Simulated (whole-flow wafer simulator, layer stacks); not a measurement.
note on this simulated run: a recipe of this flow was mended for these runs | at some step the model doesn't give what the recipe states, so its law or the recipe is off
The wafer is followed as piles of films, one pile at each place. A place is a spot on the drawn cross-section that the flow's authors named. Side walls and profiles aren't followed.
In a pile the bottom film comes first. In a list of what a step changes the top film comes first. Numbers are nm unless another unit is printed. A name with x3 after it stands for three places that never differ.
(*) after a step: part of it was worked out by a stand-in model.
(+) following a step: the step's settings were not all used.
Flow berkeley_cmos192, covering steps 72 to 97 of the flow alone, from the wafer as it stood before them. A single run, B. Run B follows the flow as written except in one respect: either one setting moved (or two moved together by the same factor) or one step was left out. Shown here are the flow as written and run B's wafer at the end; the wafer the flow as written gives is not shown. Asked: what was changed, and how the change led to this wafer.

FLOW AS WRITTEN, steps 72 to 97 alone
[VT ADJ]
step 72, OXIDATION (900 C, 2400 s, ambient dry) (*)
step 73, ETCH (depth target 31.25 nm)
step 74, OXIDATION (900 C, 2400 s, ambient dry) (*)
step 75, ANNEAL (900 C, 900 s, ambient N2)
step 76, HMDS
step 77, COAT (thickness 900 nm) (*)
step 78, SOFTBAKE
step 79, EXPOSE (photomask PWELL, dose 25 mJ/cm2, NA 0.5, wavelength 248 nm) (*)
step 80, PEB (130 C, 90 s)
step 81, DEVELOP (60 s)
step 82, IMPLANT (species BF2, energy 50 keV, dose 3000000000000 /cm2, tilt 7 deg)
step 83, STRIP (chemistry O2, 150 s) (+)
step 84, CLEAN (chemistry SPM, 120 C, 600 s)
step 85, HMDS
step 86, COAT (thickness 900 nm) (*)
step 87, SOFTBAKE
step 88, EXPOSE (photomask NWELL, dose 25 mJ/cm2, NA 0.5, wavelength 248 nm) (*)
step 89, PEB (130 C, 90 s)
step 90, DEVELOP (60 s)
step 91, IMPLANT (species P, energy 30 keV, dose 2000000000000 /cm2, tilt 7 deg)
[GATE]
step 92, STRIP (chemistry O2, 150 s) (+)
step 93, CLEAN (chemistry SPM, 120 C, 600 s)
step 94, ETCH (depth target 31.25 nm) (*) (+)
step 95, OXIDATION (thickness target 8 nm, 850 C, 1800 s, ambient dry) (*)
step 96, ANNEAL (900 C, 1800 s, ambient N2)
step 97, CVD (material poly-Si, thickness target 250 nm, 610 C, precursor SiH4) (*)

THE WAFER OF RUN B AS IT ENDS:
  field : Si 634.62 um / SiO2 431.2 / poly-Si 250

Cause: step 73, ETCH: depth target 15.62 nm was run, whereas the flow has depth target 31.25 nm.

The path from the change to this, step by step:
  step 73, ETCH (depth target 31.25 nm)
      field: -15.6 SiO2 (as written it would have been: -31.2 SiO2)
